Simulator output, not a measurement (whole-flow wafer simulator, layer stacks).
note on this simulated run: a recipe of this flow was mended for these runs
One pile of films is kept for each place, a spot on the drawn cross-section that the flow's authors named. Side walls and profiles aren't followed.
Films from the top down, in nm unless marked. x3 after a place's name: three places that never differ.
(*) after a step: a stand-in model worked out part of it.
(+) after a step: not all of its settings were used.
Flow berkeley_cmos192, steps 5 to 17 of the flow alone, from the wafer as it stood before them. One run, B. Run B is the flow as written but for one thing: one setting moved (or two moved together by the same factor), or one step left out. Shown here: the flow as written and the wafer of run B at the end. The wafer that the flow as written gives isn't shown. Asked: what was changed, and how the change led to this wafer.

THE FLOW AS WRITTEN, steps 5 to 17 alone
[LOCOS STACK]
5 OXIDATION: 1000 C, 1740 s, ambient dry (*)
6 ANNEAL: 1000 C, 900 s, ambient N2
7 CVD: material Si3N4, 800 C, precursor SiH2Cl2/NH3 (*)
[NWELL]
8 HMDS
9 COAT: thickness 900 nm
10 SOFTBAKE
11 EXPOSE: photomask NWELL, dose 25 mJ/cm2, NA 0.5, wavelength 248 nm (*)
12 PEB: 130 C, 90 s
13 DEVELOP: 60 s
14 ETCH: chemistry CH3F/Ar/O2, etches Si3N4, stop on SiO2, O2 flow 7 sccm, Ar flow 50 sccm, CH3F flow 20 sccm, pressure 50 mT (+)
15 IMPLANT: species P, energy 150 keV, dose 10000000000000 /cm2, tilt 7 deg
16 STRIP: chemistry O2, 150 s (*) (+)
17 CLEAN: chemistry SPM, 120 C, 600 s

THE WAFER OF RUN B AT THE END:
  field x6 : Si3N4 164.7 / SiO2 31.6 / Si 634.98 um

The cause: step 7, CVD: 780 C was run, where the flow has 800 C.

How the change led to this, step by step:
  7 CVD: material Si3N4, 800 C, precursor SiH2Cl2/NH3 (*)
      field x6, sd_p x3: Si3N4 +164.7 (new film) (as written it would be: Si3N4 +220 (new film))
  14 ETCH: chemistry CH3F/Ar/O2, etches Si3N4, stop on SiO2, O2 flow 7 sccm, Ar flow 50 sccm, CH3F flow 20 sccm, pressure 50 mT (+)
      field x6: KrF-resist -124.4 (as written it would be: KrF-resist -161.3)
      sd_p x3: Si3N4 -164.7 (all of it), SiO2 -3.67 (as written it would be: Si3N4 -220 (all of it), SiO2 -3.67)
  16 STRIP: chemistry O2, 150 s (*) (+)
      field x6: KrF-resist -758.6 (all of it) (as written it would be: KrF-resist -721.7 (all of it))
